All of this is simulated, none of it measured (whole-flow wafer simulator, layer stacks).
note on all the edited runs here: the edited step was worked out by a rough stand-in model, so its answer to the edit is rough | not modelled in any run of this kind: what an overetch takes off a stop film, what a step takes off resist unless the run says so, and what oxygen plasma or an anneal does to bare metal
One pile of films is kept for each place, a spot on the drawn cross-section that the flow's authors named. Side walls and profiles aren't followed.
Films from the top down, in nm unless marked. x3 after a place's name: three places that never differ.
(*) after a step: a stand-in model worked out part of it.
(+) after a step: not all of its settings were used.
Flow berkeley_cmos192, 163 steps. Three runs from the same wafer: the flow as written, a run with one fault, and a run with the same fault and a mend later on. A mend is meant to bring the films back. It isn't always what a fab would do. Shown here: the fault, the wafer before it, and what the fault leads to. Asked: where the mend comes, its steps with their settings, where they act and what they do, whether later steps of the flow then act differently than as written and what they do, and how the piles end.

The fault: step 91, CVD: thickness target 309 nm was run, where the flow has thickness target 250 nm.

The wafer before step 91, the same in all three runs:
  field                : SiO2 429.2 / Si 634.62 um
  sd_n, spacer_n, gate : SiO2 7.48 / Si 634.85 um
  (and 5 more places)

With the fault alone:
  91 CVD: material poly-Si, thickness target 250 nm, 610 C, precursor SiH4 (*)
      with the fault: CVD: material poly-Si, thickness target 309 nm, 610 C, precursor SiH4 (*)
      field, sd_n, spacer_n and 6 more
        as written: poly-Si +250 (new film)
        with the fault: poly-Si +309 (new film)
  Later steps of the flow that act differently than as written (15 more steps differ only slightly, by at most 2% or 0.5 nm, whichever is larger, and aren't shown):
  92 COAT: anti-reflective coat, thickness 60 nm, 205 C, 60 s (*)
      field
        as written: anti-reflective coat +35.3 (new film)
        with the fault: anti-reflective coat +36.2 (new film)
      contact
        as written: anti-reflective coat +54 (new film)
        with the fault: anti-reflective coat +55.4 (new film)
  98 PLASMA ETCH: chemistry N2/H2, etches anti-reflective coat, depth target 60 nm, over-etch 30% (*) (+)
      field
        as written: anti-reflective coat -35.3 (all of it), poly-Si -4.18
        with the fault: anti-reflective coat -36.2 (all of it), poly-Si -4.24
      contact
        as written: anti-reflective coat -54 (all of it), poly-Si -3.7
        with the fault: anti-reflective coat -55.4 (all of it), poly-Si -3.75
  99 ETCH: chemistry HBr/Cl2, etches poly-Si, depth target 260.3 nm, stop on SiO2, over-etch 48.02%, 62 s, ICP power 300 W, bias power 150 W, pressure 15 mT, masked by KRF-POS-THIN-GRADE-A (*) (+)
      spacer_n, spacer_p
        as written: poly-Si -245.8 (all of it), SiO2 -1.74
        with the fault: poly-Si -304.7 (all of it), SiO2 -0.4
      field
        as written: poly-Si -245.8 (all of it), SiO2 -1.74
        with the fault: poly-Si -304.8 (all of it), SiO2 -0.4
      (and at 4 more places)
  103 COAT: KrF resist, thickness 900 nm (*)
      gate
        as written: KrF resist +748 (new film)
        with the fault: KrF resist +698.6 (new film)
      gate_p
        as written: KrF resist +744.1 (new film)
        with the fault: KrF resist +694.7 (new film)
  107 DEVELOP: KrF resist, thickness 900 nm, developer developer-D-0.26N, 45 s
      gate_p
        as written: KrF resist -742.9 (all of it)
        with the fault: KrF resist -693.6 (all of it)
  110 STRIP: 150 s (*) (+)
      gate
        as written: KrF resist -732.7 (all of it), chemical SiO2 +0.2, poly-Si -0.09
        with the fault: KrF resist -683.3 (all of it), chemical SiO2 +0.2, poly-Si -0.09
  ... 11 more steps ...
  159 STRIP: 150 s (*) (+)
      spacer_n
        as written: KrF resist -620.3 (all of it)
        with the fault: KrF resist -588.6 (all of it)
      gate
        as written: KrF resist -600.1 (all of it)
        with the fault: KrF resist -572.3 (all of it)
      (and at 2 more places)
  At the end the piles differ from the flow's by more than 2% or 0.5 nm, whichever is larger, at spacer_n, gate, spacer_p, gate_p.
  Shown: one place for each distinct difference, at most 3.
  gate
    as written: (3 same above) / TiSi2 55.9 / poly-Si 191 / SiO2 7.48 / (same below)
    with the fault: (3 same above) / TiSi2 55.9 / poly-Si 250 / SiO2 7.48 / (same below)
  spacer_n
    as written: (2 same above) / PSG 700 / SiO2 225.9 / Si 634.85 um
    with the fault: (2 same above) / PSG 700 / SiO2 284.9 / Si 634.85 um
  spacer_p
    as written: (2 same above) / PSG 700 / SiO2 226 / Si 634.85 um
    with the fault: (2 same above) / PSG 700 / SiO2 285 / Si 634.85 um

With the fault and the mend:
  The mend comes after step 91.
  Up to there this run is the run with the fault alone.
  91a ETCH: chemistry tmah, depth target 355.3 nm
      field, sd_n, spacer_n and 6 more
        poly-Si -309 (all of it)
  91b CLEAN: chemistry SPM (the flow's step 87 once more)
      changes no film at any place that is followed
  91c CVD: material poly-Si, thickness target 250 nm, 610 C, precursor SiH4 (*) (the flow's step 91 once more)
      field, sd_n, spacer_n and 6 more
        poly-Si +250 (new film)
  No later step of the flow acts differently than as written at any place that is followed.
  At the end the piles are the same as the flow's at every place that both follow.
